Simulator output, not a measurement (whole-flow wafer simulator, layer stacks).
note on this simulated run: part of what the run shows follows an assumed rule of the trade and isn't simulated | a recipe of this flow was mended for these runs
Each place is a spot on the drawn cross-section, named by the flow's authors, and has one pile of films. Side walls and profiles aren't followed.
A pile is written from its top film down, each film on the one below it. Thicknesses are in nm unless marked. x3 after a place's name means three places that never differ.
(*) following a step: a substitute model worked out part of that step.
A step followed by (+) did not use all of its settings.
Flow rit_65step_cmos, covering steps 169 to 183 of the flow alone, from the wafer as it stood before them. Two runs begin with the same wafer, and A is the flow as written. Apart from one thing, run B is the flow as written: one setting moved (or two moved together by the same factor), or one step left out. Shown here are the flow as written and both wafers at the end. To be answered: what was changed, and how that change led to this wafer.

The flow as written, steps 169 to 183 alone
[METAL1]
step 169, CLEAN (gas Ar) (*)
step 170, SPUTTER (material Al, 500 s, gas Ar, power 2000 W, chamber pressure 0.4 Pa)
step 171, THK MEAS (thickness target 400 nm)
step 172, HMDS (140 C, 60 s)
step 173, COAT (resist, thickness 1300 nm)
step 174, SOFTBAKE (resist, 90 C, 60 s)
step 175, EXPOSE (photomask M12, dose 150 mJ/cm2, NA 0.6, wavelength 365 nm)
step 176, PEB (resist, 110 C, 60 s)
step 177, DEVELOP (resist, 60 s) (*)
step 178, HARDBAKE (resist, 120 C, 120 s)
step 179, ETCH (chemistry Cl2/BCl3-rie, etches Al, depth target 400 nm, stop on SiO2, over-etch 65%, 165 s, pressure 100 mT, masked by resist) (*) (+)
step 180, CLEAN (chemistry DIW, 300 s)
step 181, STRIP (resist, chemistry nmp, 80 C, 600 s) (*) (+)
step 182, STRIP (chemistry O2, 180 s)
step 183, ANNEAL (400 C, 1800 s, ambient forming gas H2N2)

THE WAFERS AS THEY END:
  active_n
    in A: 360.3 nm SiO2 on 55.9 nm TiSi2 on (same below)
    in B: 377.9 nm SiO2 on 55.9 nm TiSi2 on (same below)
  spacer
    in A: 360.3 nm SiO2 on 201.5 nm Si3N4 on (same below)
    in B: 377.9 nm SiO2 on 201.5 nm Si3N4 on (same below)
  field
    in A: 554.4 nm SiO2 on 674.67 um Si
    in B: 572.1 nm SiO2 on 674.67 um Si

The reason: step 170, SPUTTER: power 2705 W was run, though the flow has power 2000 W.

The path from the change to this, step by step:
  step 170, SPUTTER (material Al, 500 s, gas Ar, power 2000 W, chamber pressure 0.4 Pa)
      field, field_pw, field_nw and 10 more: A +400 Al (new film) | B +541 Al (new film)
      contact: A +255.4 Al (new film) | B +334 Al (new film)
  step 173, COAT (resist, thickness 1300 nm)
      contact: A +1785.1 resist (new film) | B +1851.1 resist (new film)
  step 176, PEB (resist, 110 C, 60 s)
      contact: A -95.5 resist | B -99.2 resist
  step 178, HARDBAKE (resist, 120 C, 120 s)
      contact: A -62.1 resist | B -64.7 resist
  step 179, ETCH (chemistry Cl2/BCl3-rie, etches Al, depth target 400 nm, stop on SiO2, over-etch 65%, 165 s, pressure 100 mT, masked by resist) (*) (+)
      field, field_pw, field_nw and 9 more: A -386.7 Al (all of it), -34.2 SiO2 | B -527.7 Al (all of it), -16.5 SiO2
  step 181, STRIP (resist, chemistry nmp, 80 C, 600 s) (*) (+)
      contact: A -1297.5 resist (all of it) | B -1357.1 resist (all of it)
